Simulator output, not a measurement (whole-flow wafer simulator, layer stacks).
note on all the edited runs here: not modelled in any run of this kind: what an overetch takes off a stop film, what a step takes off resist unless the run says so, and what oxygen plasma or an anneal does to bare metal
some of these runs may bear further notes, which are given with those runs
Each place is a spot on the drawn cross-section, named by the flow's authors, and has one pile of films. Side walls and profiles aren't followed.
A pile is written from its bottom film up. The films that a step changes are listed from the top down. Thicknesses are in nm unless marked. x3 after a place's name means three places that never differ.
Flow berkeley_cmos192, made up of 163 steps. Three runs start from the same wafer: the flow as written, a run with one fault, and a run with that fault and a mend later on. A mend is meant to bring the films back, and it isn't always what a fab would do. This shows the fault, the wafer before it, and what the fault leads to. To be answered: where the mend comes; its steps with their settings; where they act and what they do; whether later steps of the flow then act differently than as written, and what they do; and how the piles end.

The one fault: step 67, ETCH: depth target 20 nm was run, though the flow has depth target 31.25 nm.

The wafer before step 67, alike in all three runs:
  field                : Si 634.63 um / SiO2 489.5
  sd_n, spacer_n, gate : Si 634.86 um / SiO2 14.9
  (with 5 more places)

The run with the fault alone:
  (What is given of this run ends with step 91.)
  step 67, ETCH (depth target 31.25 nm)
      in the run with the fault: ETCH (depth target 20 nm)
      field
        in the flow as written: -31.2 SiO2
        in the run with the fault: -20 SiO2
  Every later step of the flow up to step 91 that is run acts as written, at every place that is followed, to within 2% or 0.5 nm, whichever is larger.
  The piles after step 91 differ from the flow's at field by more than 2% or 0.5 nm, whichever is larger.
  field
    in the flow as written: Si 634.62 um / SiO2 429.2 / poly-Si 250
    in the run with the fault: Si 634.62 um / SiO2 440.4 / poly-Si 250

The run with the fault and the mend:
  The mend stands after step 67.
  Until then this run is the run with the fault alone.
  step 67a, ETCH (depth target 11.25 nm) (the flow's step 67, run once more with other settings)
      field
        -11.2 SiO2
  Every later step of the flow that is run acts as written, at every place that is followed, to within 2% or 0.5 nm, whichever is larger.
  By the end, the piles equal the flow's at every place that both follow.
